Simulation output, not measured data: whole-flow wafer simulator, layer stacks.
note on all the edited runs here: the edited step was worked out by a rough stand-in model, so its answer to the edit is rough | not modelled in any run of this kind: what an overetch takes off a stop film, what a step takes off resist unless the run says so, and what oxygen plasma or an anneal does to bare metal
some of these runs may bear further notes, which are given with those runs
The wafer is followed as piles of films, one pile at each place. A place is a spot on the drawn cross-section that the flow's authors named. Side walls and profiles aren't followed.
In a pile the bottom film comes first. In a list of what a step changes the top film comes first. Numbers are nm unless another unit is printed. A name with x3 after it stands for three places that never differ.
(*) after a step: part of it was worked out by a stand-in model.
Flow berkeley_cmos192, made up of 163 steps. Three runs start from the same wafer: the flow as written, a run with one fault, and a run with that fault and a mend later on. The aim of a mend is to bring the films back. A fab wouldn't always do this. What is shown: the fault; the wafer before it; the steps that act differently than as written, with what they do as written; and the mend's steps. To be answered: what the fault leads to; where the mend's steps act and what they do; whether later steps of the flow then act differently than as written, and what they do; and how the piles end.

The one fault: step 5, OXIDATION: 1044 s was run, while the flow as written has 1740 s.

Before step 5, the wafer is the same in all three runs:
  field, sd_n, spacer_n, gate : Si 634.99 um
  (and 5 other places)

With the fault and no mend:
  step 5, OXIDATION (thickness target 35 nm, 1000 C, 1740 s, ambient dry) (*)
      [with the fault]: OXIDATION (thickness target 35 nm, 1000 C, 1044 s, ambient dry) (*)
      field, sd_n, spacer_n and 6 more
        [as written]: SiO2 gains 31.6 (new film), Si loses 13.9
        [with the fault]: SiO2 gains 24 (new film), Si loses 10.6
  Later steps of the flow acting differently than as written:
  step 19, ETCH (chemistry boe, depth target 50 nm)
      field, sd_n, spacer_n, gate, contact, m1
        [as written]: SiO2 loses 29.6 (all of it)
        [with the fault]: SiO2 loses 22 (all of it)
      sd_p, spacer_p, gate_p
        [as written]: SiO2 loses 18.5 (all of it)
        [with the fault]: SiO2 loses 10.9 (all of it)
  The piles end only slightly different from the flow's at the places that both follow, by no more than 2% or 0.5 nm, whichever is larger.

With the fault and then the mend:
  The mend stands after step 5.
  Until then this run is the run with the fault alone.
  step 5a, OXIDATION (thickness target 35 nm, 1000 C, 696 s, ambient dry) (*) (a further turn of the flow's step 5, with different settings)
      field, sd_n, spacer_n and 6 more
        SiO2 gains 7.61, Si loses 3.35
  Later steps of the flow that are run all act as written at every place that is followed.
  The piles end the same as the flow's at every place that both follow.
